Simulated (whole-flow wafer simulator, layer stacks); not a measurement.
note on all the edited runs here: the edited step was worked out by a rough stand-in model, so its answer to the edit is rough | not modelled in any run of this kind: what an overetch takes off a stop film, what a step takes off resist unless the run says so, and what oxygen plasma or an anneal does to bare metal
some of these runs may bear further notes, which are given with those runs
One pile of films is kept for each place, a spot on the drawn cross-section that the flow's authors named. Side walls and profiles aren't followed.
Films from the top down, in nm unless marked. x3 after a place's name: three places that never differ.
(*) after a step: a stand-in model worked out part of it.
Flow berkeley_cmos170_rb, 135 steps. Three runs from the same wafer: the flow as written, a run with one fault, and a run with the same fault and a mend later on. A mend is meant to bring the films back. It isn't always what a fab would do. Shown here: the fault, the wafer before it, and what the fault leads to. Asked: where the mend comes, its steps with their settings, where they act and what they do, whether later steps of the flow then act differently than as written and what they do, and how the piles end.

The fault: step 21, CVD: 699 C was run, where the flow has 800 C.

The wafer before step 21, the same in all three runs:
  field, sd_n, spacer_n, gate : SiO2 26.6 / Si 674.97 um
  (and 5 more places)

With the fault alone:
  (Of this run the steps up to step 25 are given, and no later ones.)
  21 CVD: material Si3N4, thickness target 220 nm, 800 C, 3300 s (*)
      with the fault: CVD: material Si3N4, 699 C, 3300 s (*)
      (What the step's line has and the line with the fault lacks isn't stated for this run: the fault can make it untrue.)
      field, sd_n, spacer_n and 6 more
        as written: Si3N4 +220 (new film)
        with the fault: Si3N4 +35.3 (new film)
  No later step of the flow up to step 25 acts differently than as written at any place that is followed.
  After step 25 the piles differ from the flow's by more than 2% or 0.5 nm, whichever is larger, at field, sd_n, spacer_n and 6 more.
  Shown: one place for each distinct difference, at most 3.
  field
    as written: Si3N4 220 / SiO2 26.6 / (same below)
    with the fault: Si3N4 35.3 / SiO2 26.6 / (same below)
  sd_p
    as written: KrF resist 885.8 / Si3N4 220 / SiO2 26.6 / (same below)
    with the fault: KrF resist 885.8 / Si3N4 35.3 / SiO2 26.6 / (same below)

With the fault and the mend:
  The mend comes after step 21.
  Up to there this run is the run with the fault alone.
  21a ETCH: chemistry h3po4, depth target 40.41 nm (the flow's step 16 once more, with other settings)
      field, sd_n, spacer_n and 6 more
        Si3N4 -35.3 (all of it)
  21b CLEAN (*) (the flow's step 18 once more)
      changes no film at any place that is followed
  21c CVD: material Si3N4, thickness target 220 nm, 800 C, 3300 s (*) (the flow's step 21 once more)
      field, sd_n, spacer_n and 6 more
        Si3N4 +220 (new film)
  No later step of the flow acts differently than as written at any place that is followed.
  At the end the piles are the same as the flow's at every place that both follow.
